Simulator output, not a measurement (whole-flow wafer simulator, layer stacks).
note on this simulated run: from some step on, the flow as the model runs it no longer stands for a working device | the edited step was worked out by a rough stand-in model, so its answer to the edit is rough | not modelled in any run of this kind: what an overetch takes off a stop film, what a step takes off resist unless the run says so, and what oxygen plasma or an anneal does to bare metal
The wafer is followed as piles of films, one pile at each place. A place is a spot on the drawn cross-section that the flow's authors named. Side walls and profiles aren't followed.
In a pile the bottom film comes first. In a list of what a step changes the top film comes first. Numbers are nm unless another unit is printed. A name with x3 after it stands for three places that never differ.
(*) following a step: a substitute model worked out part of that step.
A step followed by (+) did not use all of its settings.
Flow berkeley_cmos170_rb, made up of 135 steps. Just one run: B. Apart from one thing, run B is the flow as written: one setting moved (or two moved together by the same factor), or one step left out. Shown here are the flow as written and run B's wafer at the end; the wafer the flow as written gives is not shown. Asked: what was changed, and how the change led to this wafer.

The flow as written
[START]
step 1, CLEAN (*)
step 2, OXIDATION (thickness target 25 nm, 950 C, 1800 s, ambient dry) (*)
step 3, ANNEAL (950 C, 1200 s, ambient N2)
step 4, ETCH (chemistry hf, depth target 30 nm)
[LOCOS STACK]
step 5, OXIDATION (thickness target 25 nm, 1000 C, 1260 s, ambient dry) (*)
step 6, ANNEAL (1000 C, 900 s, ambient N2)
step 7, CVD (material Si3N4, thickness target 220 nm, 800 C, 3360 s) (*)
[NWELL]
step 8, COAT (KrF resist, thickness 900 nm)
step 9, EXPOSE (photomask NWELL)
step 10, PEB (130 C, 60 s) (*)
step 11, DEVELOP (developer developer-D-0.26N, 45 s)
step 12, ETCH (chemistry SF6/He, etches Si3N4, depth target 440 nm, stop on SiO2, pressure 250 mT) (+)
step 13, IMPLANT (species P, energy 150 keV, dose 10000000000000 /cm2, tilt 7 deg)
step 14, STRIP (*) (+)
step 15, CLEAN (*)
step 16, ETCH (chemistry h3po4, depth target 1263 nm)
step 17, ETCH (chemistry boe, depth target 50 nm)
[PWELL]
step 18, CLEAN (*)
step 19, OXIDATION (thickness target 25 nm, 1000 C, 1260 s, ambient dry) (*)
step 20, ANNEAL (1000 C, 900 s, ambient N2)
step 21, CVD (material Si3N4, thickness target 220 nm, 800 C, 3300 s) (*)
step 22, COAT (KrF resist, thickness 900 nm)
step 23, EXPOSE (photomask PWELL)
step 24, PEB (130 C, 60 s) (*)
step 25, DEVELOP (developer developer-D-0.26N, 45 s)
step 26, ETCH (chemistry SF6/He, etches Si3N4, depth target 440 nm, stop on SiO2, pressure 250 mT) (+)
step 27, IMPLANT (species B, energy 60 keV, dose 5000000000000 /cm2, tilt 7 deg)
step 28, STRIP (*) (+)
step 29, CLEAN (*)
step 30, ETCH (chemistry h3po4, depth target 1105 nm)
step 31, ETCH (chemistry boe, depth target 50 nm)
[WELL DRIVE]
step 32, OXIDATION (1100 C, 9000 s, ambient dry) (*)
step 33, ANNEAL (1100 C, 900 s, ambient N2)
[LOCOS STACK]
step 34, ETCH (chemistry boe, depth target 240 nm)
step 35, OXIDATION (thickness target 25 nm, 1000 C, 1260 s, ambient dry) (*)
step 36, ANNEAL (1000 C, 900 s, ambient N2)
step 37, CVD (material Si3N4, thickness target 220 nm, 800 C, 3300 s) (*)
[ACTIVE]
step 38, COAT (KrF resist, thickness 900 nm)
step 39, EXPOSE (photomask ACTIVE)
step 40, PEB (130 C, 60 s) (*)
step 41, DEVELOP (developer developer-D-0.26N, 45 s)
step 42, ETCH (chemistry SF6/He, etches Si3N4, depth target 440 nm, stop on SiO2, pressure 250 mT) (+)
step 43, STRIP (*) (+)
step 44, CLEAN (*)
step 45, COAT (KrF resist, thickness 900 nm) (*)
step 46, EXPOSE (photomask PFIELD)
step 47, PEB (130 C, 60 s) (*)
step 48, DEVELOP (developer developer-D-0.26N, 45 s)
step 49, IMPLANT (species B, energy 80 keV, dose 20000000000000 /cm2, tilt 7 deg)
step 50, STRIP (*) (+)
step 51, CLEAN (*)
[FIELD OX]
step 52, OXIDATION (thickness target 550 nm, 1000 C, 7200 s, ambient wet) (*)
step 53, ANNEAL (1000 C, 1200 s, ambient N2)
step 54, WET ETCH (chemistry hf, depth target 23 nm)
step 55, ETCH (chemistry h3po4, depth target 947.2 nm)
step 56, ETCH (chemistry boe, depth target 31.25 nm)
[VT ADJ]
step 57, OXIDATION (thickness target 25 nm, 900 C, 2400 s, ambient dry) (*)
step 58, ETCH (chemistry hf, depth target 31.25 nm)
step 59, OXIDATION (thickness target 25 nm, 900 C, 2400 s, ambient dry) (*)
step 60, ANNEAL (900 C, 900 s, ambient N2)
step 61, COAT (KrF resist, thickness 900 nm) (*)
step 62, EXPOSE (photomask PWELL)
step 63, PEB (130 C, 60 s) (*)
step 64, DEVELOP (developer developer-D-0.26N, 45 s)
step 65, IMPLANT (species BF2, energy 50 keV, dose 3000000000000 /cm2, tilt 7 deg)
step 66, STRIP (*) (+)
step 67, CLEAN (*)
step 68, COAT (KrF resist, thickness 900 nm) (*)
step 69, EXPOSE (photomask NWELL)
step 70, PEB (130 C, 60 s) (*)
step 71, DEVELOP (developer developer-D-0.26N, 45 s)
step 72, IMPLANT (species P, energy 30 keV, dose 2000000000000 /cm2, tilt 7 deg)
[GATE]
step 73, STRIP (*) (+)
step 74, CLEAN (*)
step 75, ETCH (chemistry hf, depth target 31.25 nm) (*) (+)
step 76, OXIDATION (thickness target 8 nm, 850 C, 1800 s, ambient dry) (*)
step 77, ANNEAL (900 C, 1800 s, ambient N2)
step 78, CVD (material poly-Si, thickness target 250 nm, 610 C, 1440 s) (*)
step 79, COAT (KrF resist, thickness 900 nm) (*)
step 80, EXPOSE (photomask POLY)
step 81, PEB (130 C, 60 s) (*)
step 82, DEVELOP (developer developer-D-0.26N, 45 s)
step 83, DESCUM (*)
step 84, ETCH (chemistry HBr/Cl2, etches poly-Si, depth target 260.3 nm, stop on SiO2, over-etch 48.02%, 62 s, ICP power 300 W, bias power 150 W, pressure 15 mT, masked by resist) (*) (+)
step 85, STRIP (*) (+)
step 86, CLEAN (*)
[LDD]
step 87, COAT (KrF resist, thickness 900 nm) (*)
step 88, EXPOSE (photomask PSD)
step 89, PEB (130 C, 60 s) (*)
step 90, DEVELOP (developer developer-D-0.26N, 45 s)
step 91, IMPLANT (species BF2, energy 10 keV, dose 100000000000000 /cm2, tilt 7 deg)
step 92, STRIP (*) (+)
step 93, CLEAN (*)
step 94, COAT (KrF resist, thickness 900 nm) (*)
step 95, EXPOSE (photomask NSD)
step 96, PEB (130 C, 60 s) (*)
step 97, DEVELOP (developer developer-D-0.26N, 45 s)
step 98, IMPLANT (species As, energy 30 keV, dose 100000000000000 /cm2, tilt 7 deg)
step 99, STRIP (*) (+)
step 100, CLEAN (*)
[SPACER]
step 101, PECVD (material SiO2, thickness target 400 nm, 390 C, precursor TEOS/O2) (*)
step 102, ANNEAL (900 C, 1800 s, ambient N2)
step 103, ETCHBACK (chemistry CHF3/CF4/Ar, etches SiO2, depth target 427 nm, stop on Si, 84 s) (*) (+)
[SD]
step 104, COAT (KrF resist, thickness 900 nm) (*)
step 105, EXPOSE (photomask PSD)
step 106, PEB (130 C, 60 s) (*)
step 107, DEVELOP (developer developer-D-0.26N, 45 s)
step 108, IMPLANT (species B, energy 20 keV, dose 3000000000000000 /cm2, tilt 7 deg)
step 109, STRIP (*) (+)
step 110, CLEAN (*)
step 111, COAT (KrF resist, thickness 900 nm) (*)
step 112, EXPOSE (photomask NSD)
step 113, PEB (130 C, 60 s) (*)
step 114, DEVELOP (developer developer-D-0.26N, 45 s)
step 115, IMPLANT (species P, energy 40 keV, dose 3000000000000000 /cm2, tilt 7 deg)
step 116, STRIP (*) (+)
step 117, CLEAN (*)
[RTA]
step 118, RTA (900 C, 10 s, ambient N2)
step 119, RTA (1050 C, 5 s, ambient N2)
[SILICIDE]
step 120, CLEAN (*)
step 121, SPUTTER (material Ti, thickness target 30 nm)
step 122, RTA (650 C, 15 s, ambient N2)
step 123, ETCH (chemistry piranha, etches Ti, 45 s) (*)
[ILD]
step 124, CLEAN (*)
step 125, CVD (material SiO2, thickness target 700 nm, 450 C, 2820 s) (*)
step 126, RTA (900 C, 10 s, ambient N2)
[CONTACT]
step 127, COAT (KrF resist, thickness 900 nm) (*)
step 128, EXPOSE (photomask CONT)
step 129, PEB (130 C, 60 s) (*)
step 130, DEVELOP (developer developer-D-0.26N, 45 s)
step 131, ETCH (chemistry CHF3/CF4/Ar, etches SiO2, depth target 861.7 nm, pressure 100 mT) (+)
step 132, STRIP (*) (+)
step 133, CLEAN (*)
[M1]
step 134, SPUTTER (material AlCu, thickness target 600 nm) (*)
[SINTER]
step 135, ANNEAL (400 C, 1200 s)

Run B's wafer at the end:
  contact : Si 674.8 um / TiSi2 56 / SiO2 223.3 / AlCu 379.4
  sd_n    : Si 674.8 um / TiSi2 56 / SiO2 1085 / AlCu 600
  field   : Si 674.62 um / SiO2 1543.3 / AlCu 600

What caused this: step 125, CVD: thickness target 1085 nm was run, while the flow as written has thickness target 700 nm.
The wafer lets one read it off: sd_n has SiO2 1085, and step 125 as written asks for 700 nm.

Step by step, how the change led to this:
  step 125, CVD (material SiO2, thickness target 700 nm, 450 C, 2820 s) (*)
      sd_n, gate, gate_p, contact, m1: SiO2 gains 1085 (new film) (in the flow as written it would be: SiO2 gains 700 (new film))
      field, spacer_n, spacer_p: SiO2 gains 1085 (in the flow as written it would be: SiO2 gains 700)
      (also at 1 further place)
  step 131, ETCH (chemistry CHF3/CF4/Ar, etches SiO2, depth target 861.7 nm, pressure 100 mT) (+)
      contact: SiO2 loses 861.7 (in the flow as written it would be: SiO2 loses 700 (all of it), TiSi2 loses 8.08)
  step 134, SPUTTER (material AlCu, thickness target 600 nm) (*)
      contact: AlCu gains 379.4 (new film) (in the flow as written it would be: AlCu gains 415.1 (new film))
